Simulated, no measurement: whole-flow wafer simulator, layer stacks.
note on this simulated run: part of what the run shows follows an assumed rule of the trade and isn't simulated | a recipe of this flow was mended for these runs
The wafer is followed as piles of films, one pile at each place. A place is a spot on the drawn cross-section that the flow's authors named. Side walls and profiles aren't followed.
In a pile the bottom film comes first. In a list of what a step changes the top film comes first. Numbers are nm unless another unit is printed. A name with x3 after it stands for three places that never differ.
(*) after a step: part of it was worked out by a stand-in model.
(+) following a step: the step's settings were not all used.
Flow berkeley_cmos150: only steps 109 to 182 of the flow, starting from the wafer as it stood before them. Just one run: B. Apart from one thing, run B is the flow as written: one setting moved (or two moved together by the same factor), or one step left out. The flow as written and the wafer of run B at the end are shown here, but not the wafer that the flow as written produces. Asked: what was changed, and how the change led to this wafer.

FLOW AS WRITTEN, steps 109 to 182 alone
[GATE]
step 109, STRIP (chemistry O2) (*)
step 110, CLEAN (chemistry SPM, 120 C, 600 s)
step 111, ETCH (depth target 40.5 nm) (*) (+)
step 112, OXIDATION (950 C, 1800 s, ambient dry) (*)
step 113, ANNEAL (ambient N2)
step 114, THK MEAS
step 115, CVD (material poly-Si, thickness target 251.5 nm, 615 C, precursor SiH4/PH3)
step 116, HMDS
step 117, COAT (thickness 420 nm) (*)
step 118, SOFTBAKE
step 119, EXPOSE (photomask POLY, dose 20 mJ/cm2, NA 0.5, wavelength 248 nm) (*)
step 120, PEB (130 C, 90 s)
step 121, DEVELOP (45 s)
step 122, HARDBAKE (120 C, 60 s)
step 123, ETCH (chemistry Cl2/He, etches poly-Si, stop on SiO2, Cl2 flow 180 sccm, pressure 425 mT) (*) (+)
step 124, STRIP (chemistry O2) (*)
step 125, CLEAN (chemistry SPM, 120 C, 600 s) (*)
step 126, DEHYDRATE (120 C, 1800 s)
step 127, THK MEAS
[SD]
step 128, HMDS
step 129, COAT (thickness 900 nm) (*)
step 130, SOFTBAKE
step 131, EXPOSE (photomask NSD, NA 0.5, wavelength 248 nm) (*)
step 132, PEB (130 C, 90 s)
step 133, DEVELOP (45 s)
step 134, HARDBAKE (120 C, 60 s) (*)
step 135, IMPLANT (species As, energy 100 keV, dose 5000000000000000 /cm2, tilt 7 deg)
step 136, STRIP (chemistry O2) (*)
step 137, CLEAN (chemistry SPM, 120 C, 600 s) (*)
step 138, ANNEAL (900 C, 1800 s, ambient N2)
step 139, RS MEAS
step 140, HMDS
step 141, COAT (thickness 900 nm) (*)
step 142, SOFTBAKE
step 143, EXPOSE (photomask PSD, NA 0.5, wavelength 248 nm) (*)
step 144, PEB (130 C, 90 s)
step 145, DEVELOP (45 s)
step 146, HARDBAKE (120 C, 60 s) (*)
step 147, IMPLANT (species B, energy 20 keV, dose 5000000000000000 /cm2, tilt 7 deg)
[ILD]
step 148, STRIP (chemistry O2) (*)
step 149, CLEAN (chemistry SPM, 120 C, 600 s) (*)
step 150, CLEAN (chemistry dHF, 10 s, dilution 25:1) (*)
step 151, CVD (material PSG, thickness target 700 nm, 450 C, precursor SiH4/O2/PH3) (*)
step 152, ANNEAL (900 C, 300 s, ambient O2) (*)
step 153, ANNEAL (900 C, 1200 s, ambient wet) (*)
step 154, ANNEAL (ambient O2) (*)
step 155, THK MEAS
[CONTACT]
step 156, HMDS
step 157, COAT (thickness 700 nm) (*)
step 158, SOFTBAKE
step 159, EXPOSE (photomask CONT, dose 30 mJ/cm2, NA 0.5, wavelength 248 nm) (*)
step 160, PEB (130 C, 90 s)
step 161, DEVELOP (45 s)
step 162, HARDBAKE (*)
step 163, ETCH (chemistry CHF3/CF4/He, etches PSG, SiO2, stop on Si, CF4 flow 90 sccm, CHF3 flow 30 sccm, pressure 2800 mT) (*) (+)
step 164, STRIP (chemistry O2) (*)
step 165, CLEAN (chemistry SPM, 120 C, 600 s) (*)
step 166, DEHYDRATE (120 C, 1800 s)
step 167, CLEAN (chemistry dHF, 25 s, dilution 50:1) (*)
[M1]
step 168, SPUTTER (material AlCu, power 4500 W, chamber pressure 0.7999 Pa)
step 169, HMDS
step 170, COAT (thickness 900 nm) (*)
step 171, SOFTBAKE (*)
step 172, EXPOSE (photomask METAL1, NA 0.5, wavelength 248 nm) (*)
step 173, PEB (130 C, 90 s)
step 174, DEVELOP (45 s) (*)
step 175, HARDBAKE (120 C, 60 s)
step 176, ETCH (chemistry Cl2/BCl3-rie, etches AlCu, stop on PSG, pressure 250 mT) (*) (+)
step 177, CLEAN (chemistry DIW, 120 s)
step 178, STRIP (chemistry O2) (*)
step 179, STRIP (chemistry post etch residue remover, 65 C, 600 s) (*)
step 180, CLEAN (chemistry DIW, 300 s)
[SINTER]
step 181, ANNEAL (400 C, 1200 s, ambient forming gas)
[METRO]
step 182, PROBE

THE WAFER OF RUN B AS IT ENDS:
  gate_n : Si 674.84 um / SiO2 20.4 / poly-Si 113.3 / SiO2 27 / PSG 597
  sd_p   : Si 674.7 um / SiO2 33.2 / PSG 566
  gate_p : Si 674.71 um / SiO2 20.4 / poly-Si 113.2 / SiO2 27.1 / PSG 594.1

What caused this: step 115, CVD: thickness target 125.8 nm was run, though the flow has thickness target 251.5 nm.

How this came from the change, step by step:
  step 115, CVD (material poly-Si, thickness target 251.5 nm, 615 C, precursor SiH4/PH3)
      field, field_p, sd_n, gate_n, sd_p, gate_p, contact, m1: +125.8 poly-Si (new film) (in the flow as written it would be: +251.5 poly-Si (new film))
  step 117, COAT (thickness 420 nm) (*)
      field: +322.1 KrF-resist (new film) (in the flow as written it would be: +333.8 KrF-resist (new film))
      sd_n: +545 KrF-resist (new film) (in the flow as written it would be: +563.3 KrF-resist (new film))
  step 121, DEVELOP (45 s)
      field: -321.5 KrF-resist (all of it) (in the flow as written it would be: -333.2 KrF-resist (all of it))
      sd_n: -543.9 KrF-resist (all of it) (in the flow as written it would be: -562.1 KrF-resist (all of it))
  step 123, ETCH (chemistry Cl2/He, etches poly-Si, stop on SiO2, Cl2 flow 180 sccm, pressure 425 mT) (*) (+)
      field, field_p, sd_n, sd_p, contact, m1: -125.8 poly-Si (all of it), -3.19 SiO2 (in the flow as written it would be: -251.5 poly-Si (all of it), -3.19 SiO2)
      gate_n, gate_p: -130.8 KrF-resist (in the flow as written it would be: -220.6 KrF-resist)
  step 124, STRIP (chemistry O2) (*)
      gate_n: +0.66 chemical SiO2 (new film), -261.7 KrF-resist (all of it), -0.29 poly-Si (in the flow as written it would be: +0.69 chemical SiO2 (new film), -176.1 KrF-resist (all of it), -0.3 poly-Si)
      gate_p: +0.66 chemical SiO2 (new film), -297.7 KrF-resist (all of it), -0.29 poly-Si (in the flow as written it would be: +0.69 chemical SiO2 (new film), -213.2 KrF-resist (all of it), -0.3 poly-Si)
  step 129, COAT (thickness 900 nm) (*)
      gate_n: +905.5 thick-KrF-resist (new film) (in the flow as written it would be: +819.9 thick-KrF-resist (new film))
      sd_p: +1110 thick-KrF-resist (new film) (in the flow as written it would be: +1133 thick-KrF-resist (new film))
      (also at 1 further place)
  step 133, DEVELOP (45 s)
      gate_n: -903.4 thick-KrF-resist (all of it) (in the flow as written it would be: -818.1 thick-KrF-resist (all of it))
  step 136, STRIP (chemistry O2) (*)
      sd_p: -1094 thick-KrF-resist (all of it) (in the flow as written it would be: -1116.9 thick-KrF-resist (all of it))
      gate_p: -959.4 thick-KrF-resist (all of it), +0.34 chemical SiO2, -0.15 poly-Si (in the flow as written it would be: -873.6 thick-KrF-resist (all of it), +0.34 chemical SiO2, -0.15 poly-Si)
  step 141, COAT (thickness 900 nm) (*)
      gate_n: +905.3 thick-KrF-resist (new film) (in the flow as written it would be: +819.7 thick-KrF-resist (new film))
      sd_p: +1110.1 thick-KrF-resist (new film) (in the flow as written it would be: +1133 thick-KrF-resist (new film))
      (also at 1 further place)
  step 145, DEVELOP (45 s)
      sd_p: -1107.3 thick-KrF-resist (all of it) (in the flow as written it would be: -1130.2 thick-KrF-resist (all of it))
      gate_p: -972.6 thick-KrF-resist (all of it) (in the flow as written it would be: -886.7 thick-KrF-resist (all of it))
  step 148, STRIP (chemistry O2) (*)
      gate_n: -889.8 thick-KrF-resist (all of it), +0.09 chemical SiO2, -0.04 poly-Si (in the flow as written it would be: -804.5 thick-KrF-resist (all of it), +0.09 chemical SiO2, -0.04 poly-Si)
  step 151, CVD (material PSG, thickness target 700 nm, 450 C, precursor SiH4/O2/PH3) (*)
      sd_p: +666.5 PSG (new film) (in the flow as written it would be: +639.5 PSG (new film))
  step 153, ANNEAL (900 C, 1200 s, ambient wet) (*)
      sd_p: -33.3 PSG, +23.5 SiO2, -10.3 Si (in the flow as written it would be: -32 PSG, +23.9 SiO2, -10.5 Si)
  step 157, COAT (thickness 700 nm) (*)
      field_p: +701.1 KrF-resist (new film) (in the flow as written it would be: +716.6 KrF-resist (new film))
      gate_n: +713.3 KrF-resist (new film) (in the flow as written it would be: +650.5 KrF-resist (new film))
      (also at 2 further places)
  step 164, STRIP (chemistry O2) (*)
      field: -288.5 KrF-resist (all of it) (in the flow as written it would be: -294.5 KrF-resist (all of it))
      field_p: -381.7 KrF-resist (all of it) (in the flow as written it would be: -397.1 KrF-resist (all of it))
      (also at 3 further places)
  step 168, SPUTTER (material AlCu, power 4500 W, chamber pressure 0.7999 Pa)
      sd_p: +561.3 AlCu (new film) (in the flow as written it would be: +471.4 AlCu (new film))
  ... 2 other steps ...
  step 176, ETCH (chemistry Cl2/BCl3-rie, etches AlCu, stop on PSG, pressure 250 mT) (*) (+)
      gate_n: -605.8 AlCu (all of it), -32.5 PSG (in the flow as written it would be: -616.1 AlCu (all of it), -31.2 PSG)
      sd_p: -551.3 AlCu (all of it), -39.4 PSG (in the flow as written it would be: -461.4 AlCu (all of it), -50.6 PSG)
      (also at 1 further place)
